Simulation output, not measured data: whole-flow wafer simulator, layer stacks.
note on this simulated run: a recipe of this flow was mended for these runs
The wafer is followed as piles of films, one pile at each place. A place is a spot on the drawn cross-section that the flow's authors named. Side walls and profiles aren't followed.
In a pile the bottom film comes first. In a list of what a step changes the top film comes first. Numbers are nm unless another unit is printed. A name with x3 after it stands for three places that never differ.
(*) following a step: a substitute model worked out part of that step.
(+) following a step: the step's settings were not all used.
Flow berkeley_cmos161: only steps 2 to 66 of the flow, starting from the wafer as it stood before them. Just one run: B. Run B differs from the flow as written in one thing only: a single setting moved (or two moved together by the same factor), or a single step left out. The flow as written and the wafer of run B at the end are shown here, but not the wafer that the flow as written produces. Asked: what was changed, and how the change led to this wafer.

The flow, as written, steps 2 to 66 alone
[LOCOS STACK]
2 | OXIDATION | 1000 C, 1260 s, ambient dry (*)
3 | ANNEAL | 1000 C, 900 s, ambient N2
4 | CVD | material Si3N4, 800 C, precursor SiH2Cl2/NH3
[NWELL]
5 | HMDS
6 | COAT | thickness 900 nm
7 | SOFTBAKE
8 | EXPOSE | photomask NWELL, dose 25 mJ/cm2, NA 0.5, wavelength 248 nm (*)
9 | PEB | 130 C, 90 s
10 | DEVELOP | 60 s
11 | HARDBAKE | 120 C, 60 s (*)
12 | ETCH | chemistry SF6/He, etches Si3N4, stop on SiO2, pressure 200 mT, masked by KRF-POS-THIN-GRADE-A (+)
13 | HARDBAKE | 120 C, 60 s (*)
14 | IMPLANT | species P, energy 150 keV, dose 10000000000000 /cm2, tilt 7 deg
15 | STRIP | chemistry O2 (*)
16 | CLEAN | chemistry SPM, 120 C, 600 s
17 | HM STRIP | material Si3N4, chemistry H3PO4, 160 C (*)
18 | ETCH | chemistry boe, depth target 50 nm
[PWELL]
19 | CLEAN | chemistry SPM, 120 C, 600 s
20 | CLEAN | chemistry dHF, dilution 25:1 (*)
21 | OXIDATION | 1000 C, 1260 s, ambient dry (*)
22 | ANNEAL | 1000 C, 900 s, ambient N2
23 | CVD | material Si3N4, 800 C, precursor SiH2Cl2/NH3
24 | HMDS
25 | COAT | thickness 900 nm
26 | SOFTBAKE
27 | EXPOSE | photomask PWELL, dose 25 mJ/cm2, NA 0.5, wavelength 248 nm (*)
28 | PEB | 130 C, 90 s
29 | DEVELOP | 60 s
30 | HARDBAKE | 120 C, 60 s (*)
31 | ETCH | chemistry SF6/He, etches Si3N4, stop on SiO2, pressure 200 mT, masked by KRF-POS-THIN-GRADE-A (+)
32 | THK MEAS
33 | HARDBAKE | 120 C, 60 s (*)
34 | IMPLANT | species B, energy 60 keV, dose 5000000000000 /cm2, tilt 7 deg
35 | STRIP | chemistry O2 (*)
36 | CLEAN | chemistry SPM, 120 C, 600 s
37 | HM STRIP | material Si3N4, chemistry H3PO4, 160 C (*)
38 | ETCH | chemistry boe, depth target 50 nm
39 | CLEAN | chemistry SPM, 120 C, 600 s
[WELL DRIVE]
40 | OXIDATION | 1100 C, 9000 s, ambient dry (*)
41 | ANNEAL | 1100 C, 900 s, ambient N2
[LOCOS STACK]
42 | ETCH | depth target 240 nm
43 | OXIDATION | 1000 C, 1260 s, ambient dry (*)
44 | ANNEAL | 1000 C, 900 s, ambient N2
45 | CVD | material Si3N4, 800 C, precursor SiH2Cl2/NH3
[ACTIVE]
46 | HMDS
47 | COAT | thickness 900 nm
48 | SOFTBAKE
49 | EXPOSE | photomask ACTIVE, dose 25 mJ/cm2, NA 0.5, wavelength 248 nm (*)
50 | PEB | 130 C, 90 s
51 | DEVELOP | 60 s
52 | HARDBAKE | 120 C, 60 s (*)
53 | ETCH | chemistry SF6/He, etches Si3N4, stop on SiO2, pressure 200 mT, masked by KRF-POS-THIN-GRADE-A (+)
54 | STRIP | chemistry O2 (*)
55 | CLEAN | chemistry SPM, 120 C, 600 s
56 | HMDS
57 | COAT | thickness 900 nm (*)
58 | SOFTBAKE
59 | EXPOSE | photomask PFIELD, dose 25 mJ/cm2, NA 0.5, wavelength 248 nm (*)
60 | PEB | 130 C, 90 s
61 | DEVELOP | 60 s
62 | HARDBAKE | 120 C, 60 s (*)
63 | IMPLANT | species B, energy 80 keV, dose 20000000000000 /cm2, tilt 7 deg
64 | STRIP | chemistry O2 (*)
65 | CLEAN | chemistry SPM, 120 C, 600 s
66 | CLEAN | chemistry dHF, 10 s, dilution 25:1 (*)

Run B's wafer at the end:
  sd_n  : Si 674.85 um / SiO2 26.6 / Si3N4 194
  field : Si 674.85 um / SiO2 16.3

The reason: step 2, OXIDATION: 1188 C was run, though the flow has 1000 C.

How this came from the change, step by step:
  2 | OXIDATION | 1000 C, 1260 s, ambient dry (*)
      field, sd_n, spacer_n and 6 more: SiO2 gains 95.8 (new film), chemical SiO2 loses 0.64 (all of it), Si loses 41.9 (it would be, as written: SiO2 gains 26.6 (new film), chemical SiO2 loses 0.64 (all of it), Si loses 11.4)
  18 | ETCH | chemistry boe, depth target 50 nm
      field, sd_n, spacer_n, gate_n, contact, m1: SiO2 loses 50 (it would be, as written: SiO2 loses 22.3 (all of it))
      sd_p, spacer_p, gate_p: SiO2 loses 50 (it would be, as written: SiO2 loses 9.27 (all of it))
  19 | CLEAN | chemistry SPM, 120 C, 600 s
      field, sd_n, spacer_n and 6 more: nothing (it would be, as written: chemical SiO2 gains 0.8 (new film), Si loses 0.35)
  20 | CLEAN | chemistry dHF, dilution 25:1 (*)
      field, sd_n, spacer_n and 6 more: nothing (it would be, as written: chemical SiO2 loses 0.8 (all of it))
  21 | OXIDATION | 1000 C, 1260 s, ambient dry (*)
      field, sd_n, spacer_n, gate_n, contact, m1: SiO2 gains 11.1, Si loses 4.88 (it would be, as written: SiO2 gains 26.6 (new film), Si loses 11.7)
      sd_p, spacer_p, gate_p: SiO2 gains 12.3, Si loses 5.42 (it would be, as written: SiO2 gains 26.6 (new film), Si loses 11.7)
  38 | ETCH | chemistry boe, depth target 50 nm
      field, sd_n, spacer_n, gate_n, contact, m1: SiO2 loses 36.1 (all of it) (it would be, as written: SiO2 loses 10.2 (all of it))
      sd_p, spacer_p, gate_p: SiO2 loses 36.4 (all of it) (it would be, as written: SiO2 loses 22.2 (all of it))
